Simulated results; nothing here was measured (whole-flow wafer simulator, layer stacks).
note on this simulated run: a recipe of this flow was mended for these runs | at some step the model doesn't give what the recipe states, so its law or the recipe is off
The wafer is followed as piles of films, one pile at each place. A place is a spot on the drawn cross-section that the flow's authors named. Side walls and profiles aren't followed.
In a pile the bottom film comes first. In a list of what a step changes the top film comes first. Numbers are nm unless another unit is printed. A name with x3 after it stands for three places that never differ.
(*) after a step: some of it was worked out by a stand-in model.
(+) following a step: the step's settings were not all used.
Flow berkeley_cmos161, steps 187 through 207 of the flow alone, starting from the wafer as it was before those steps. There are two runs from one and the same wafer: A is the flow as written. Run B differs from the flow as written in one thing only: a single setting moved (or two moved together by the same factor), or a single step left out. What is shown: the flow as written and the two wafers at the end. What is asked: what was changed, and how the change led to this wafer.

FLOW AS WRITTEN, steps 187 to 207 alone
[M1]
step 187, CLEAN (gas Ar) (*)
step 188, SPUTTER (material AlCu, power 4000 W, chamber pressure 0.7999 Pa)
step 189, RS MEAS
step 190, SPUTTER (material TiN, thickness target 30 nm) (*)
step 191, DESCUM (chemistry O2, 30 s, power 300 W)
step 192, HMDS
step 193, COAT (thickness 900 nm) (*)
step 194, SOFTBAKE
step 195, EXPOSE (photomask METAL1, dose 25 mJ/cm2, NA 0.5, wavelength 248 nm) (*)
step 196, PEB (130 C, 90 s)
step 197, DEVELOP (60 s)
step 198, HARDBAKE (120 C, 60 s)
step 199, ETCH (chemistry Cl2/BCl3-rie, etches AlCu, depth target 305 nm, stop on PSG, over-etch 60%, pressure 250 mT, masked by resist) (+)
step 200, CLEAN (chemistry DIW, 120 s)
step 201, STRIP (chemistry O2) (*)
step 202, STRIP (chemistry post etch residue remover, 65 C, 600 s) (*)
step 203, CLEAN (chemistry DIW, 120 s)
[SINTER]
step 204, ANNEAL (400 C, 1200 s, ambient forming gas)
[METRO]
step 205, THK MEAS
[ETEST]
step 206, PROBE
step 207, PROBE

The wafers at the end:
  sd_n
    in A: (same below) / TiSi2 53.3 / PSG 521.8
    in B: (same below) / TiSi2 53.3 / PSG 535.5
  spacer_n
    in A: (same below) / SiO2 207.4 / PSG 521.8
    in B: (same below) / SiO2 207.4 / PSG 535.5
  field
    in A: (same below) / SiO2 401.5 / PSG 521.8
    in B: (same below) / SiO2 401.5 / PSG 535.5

What caused this: step 199, ETCH: over-etch 24% was run, whereas the flow has over-etch 60%.

How this came from the change, step by step:
  step 199, ETCH (chemistry Cl2/BCl3-rie, etches AlCu, depth target 305 nm, stop on PSG, over-etch 60%, pressure 250 mT, masked by resist) (+)
      field, sd_n, spacer_n, gate_n, spacer_p, gate_p: A TiN loses 30 (all of it), AlCu loses 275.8 (all of it), PSG loses 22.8 | B TiN loses 30 (all of it), AlCu loses 275.8 (all of it), PSG loses 9.05
      contact, m1: A KrF-resist loses 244 | B KrF-resist loses 189.1
      (also at 1 further place)
  step 201, STRIP (chemistry O2) (*)
      contact: A KrF-resist loses 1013 (all of it) | B KrF-resist loses 1067.9 (all of it)
      m1: A KrF-resist loses 537.5 (all of it) | B KrF-resist loses 592.4 (all of it)
